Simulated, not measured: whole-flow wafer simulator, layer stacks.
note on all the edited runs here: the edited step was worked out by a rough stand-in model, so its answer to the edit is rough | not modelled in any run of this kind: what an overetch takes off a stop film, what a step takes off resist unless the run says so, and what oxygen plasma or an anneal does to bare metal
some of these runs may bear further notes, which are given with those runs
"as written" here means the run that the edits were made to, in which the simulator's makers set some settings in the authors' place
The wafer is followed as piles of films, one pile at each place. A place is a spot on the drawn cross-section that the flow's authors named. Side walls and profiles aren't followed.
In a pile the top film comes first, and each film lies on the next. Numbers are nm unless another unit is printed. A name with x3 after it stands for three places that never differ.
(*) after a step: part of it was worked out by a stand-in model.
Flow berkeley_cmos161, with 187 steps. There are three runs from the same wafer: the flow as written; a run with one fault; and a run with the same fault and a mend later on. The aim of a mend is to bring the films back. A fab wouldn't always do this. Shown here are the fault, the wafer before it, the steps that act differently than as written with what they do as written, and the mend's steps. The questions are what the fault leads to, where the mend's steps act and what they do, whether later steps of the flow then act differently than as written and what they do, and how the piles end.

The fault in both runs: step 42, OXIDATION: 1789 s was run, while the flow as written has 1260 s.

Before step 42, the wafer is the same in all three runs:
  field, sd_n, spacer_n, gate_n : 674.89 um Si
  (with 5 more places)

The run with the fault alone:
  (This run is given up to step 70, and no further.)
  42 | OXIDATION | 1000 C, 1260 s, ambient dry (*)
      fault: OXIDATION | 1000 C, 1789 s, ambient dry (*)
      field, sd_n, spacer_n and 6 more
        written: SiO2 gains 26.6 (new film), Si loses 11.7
        fault: SiO2 gains 32.1 (new film), Si loses 14.1
  Steps later in the flow that act otherwise than as written:
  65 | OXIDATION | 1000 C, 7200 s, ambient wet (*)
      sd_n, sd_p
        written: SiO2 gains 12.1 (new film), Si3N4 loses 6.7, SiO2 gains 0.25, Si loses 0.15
        fault: SiO2 gains 12.1 (new film), Si3N4 loses 6.7, SiO2 gains 0.76, Si loses 0.36
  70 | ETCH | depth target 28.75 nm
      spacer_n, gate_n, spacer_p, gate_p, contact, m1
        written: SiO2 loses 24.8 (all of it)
        fault: SiO2 loses 28.8
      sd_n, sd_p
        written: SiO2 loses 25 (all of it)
        fault: SiO2 loses 28.8
  After step 70, at sd_n, spacer_n, gate_n, sd_p, spacer_p, gate_p, contact, m1, the piles differ from the flow's by more than 2% or 0.5 nm, whichever is larger.
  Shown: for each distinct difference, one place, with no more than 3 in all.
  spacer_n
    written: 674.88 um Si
    fault: 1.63 nm SiO2 on 674.88 um Si
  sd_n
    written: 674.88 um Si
    fault: 2.38 nm SiO2 on 674.88 um Si

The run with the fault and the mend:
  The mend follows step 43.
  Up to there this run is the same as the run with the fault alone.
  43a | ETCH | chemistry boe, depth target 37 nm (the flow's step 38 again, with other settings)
      field, sd_n, spacer_n and 6 more
        SiO2 loses 32.1 (all of it)
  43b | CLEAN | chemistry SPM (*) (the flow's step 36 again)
      field, sd_n, spacer_n and 6 more
        chemical SiO2 gains 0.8 (new film), Si loses 0.35
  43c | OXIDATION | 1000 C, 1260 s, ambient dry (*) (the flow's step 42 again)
      field, sd_n, spacer_n and 6 more
        SiO2 gains 26.7 (new film), chemical SiO2 loses 0.8 (all of it), Si loses 11.4
  Later steps of the flow that are run all act as written at every place that is followed, up to a difference of at most 2% or 0.5 nm, whichever is larger.
  At the end the piles are close to the flow's at the places that both follow, differing by at most 2% or 0.5 nm, whichever is larger.
